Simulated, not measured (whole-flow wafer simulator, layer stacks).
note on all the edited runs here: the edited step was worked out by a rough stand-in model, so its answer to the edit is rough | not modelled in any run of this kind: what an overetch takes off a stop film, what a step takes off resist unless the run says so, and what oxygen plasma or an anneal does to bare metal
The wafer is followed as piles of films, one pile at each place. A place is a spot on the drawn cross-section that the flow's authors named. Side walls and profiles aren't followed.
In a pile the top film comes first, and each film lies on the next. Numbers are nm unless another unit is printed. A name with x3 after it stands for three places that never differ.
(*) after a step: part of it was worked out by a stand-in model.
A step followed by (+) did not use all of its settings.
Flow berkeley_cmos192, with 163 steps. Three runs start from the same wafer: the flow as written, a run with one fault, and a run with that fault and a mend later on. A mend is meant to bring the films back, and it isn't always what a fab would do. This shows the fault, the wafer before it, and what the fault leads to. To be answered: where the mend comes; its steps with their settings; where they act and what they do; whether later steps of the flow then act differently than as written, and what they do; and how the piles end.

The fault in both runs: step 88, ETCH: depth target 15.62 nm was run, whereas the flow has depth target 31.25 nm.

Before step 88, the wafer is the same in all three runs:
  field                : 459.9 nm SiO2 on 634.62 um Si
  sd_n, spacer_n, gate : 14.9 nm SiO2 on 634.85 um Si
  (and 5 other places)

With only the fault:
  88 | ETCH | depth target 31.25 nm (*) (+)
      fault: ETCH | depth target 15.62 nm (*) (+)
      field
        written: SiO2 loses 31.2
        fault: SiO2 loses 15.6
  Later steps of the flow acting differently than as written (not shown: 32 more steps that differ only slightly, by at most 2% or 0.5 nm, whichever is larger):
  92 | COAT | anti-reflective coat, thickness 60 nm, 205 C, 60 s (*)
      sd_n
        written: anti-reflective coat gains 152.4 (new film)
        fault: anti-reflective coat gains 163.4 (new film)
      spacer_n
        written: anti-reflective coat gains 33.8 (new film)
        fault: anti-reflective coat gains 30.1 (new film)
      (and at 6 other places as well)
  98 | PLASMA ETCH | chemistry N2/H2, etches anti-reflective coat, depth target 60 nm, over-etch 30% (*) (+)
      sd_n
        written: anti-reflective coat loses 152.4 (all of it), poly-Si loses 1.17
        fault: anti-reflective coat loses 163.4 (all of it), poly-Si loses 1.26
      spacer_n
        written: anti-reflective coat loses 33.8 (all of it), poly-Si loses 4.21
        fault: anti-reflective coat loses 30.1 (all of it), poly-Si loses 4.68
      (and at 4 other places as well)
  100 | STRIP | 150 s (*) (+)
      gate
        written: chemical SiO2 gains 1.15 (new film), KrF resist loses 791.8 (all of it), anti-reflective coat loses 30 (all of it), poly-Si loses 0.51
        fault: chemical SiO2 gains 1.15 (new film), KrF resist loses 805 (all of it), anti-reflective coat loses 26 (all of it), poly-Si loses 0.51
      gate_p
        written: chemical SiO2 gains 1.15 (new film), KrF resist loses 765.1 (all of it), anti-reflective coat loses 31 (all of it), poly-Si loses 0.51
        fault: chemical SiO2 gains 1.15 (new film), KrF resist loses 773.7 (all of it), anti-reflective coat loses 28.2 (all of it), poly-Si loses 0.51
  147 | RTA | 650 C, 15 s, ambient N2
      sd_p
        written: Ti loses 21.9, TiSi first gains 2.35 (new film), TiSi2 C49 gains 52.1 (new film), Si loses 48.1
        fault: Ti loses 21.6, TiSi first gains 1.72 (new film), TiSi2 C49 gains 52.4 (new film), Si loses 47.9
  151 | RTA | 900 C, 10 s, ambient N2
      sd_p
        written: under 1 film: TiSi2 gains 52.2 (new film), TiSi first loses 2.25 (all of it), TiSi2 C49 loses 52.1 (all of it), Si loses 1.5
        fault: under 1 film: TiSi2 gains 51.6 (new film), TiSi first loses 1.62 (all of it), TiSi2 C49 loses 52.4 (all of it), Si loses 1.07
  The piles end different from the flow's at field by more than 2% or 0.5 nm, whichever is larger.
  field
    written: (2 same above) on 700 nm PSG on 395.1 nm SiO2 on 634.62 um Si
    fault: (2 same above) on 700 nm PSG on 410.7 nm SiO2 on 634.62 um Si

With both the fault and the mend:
  After step 88 comes the mend.
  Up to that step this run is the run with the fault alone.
  88a | ETCH | depth target 15.63 nm (*) (+) (the flow's step 88, run once more with other settings)
      field
        SiO2 loses 15.6
  None of the later steps of the flow differs from how it acts as written, at any place that is followed, by more than 2% or 0.5 nm, whichever is larger.
  At every place that both follow, the piles at the end match the flow's.
